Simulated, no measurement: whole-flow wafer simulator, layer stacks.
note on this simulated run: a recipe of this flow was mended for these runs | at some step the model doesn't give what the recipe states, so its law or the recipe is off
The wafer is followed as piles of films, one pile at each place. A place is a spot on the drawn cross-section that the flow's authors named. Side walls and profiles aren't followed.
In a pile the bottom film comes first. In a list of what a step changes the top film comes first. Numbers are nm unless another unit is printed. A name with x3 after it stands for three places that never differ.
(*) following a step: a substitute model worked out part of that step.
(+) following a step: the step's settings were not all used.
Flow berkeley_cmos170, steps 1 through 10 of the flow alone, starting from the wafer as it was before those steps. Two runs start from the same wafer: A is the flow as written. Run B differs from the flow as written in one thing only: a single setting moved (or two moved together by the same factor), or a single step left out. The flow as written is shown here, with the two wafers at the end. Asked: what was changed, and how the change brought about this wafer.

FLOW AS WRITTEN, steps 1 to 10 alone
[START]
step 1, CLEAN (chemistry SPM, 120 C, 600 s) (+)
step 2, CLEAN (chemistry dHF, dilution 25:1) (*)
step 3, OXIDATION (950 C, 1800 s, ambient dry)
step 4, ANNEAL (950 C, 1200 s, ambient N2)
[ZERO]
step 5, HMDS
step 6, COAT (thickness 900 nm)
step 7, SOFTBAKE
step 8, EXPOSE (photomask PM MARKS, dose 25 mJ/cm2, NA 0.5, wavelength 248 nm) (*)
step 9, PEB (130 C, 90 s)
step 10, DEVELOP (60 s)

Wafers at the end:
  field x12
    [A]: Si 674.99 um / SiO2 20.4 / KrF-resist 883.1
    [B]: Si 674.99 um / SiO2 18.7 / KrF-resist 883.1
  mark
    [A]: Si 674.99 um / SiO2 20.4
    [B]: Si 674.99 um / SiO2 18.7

Cause: step 3, OXIDATION: 942 C was run, whereas the flow has 950 C.

Step by step, how the change led to this:
  step 3, OXIDATION (950 C, 1800 s, ambient dry)
      field x12, mark: A +20.4 SiO2 (new film), -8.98 Si | B +18.7 SiO2 (new film), -8.21 Si
